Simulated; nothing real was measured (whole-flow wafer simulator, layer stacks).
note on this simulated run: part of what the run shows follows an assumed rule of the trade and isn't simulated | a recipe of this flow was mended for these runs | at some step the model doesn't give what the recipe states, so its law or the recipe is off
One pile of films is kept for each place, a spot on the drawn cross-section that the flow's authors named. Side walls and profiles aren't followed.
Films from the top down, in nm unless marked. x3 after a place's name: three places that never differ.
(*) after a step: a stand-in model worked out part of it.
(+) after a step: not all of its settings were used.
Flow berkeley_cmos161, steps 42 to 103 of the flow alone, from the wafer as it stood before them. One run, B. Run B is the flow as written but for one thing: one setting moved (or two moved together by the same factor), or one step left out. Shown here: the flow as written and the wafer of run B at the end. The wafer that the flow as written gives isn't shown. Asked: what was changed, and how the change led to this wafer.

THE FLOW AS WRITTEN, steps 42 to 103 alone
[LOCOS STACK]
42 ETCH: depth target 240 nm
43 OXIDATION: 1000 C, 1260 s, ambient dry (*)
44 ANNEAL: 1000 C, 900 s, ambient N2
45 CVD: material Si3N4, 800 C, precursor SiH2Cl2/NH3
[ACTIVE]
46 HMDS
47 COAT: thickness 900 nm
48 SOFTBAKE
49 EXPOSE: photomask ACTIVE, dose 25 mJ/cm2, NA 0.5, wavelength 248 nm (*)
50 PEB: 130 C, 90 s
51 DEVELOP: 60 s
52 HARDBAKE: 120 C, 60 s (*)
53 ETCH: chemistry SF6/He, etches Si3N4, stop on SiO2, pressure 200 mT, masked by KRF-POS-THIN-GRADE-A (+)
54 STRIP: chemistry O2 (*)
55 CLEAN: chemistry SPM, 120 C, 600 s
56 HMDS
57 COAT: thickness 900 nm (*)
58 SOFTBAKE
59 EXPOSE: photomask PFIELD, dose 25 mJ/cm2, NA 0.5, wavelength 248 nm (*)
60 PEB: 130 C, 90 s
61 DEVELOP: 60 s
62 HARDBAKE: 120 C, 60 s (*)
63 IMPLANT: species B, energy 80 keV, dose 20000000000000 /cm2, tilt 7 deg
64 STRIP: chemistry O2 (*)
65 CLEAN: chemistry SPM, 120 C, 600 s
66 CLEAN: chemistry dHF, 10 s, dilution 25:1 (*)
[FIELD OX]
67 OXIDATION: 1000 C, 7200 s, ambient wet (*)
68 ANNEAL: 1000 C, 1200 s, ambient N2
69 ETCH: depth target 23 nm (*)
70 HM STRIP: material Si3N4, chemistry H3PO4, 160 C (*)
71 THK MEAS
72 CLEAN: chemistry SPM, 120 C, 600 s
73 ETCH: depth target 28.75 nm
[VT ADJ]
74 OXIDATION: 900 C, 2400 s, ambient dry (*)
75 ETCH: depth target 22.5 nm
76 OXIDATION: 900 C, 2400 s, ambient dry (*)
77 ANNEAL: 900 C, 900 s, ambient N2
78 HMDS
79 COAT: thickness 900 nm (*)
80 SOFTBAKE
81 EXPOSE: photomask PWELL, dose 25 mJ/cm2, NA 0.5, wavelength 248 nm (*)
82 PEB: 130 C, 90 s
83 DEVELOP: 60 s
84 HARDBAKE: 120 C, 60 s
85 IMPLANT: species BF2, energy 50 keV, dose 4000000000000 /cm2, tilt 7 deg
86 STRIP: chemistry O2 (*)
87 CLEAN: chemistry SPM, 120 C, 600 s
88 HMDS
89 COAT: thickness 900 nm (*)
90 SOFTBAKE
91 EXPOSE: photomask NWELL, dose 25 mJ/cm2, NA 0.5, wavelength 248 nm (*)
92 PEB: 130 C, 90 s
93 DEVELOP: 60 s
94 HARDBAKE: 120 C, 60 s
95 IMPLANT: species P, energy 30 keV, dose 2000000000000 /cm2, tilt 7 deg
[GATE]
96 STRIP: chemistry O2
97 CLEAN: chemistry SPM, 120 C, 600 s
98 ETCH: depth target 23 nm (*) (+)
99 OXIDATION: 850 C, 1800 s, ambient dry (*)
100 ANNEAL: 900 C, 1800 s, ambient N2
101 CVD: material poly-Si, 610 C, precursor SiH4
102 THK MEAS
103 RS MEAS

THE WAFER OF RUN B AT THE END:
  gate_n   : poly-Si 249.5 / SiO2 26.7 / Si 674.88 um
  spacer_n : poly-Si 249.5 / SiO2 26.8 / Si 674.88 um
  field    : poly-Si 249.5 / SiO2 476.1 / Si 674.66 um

The cause: step 42, ETCH: depth target 120 nm was run, where the flow has depth target 240 nm.

How the change led to this, step by step:
  42 ETCH: depth target 240 nm
      field, sd_n, spacer_n and 6 more: SiO2 -120 (as written it would be: SiO2 -197.6 (all of it))
  43 OXIDATION: 1000 C, 1260 s, ambient dry (*)
      field, sd_n, spacer_n and 6 more: SiO2 +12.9, Si -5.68 (as written it would be: SiO2 +26.6 (new film), Si -11.7)
  67 OXIDATION: 1000 C, 7200 s, ambient wet (*)
      gate_n, gate_p, m1: SiO2 +12.1 (new film), Si3N4 -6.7, SiO2 +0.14 (as written it would be: SiO2 +12.1 (new film), Si3N4 -6.7)
      spacer_n, spacer_p: SiO2 +12.1 (new film), Si3N4 -6.7, SiO2 +0.18, Si -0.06 (as written it would be: SiO2 +12.1 (new film), Si3N4 -6.7)
      (and at 4 more places)
  73 ETCH: depth target 28.75 nm
      spacer_n, gate_n, spacer_p, gate_p, m1: SiO2 -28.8 (as written it would be: SiO2 -17.9 (all of it))
      sd_n, sd_p: SiO2 -28.8 (as written it would be: SiO2 -18.1 (all of it))
      (and at 1 more place)
  74 OXIDATION: 900 C, 2400 s, ambient dry (*)
      gate_n, gate_p, m1: SiO2 +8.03, Si -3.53 (as written it would be: SiO2 +14.9 (new film), Si -6.57)
      spacer_n, spacer_p: SiO2 +8.02, Si -3.53 (as written it would be: SiO2 +14.9 (new film), Si -6.57)
      (and at 3 more places)
  75 ETCH: depth target 22.5 nm
      sd_n, spacer_n, gate_n, sd_p, spacer_p, gate_p, contact, m1: SiO2 -22.5 (as written it would be: SiO2 -14.9 (all of it))
  76 OXIDATION: 900 C, 2400 s, ambient dry (*)
      spacer_n, gate_n, spacer_p, gate_p, m1: SiO2 +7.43, Si -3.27 (as written it would be: SiO2 +14.9 (new film), Si -6.57)
      sd_n: SiO2 +6.92, Si -3.05 (as written it would be: SiO2 +14.9 (new film), Si -6.57)
      (and at 2 more places)
  98 ETCH: depth target 23 nm (*) (+)
      sd_n, spacer_n, gate_n, sd_p, spacer_p, gate_p, contact, m1: SiO2 -23 (as written it would be: SiO2 -14.9 (all of it))
  99 OXIDATION: 850 C, 1800 s, ambient dry (*)
      spacer_n, gate_n, spacer_p, gate_p, contact, m1: SiO2 +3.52, Si -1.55 (as written it would be: SiO2 +7.48 (new film), Si -3.29)
      sd_n: SiO2 +3.17, Si -1.4 (as written it would be: SiO2 +7.48 (new film), Si -3.29)
      (and at 1 more place)
